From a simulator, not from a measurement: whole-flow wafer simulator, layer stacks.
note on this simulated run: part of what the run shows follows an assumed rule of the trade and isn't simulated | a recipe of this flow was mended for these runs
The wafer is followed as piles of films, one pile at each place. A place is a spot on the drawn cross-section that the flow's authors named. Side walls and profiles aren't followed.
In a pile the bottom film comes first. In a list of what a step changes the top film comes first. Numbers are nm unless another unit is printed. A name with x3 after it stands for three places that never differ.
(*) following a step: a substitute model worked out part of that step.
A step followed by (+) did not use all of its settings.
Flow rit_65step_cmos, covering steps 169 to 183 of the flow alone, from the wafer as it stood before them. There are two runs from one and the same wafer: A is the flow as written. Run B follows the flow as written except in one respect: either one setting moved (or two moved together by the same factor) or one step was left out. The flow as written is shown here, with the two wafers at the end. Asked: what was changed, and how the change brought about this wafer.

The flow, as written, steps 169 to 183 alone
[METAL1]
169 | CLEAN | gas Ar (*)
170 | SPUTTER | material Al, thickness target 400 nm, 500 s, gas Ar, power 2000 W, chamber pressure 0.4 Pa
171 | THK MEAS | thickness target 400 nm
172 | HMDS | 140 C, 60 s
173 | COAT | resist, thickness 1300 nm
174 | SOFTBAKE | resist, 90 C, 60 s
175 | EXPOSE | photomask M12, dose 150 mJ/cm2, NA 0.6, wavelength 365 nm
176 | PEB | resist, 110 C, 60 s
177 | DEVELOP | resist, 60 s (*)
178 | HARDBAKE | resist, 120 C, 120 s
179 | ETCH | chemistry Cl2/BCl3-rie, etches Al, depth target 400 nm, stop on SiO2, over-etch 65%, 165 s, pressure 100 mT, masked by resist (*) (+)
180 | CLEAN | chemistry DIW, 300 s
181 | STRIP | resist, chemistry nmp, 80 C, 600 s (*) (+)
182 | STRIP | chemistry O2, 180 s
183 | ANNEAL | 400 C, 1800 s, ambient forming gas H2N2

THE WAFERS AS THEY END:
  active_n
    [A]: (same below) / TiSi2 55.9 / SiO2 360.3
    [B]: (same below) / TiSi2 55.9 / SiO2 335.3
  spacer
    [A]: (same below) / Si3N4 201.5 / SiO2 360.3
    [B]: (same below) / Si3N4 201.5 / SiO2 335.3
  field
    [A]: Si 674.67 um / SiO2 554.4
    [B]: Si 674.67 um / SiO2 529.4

The reason: step 170, SPUTTER: 250 s was run, though the flow has 500 s.

The path from the change to this, step by step:
  170 | SPUTTER | material Al, thickness target 400 nm, 500 s, gas Ar, power 2000 W, chamber pressure 0.4 Pa
      field, field_pw, field_nw and 10 more: A +400 Al (new film) | B +200 Al (new film)
      contact: A +255.4 Al (new film) | B +132.8 Al (new film)
  173 | COAT | resist, thickness 1300 nm
      contact: A +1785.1 resist (new film) | B +1707.8 resist (new film)
  176 | PEB | resist, 110 C, 60 s
      contact: A -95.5 resist | B -91.1 resist
  178 | HARDBAKE | resist, 120 C, 120 s
      contact: A -62.1 resist | B -59.1 resist
  179 | ETCH | chemistry Cl2/BCl3-rie, etches Al, depth target 400 nm, stop on SiO2, over-etch 65%, 165 s, pressure 100 mT, masked by resist (*) (+)
      field, field_pw, field_nw and 9 more: A -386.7 Al (all of it), -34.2 SiO2 | B -186.7 Al (all of it), -59.2 SiO2
  181 | STRIP | resist, chemistry nmp, 80 C, 600 s (*) (+)
      contact: A -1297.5 resist (all of it) | B -1227.5 resist (all of it)
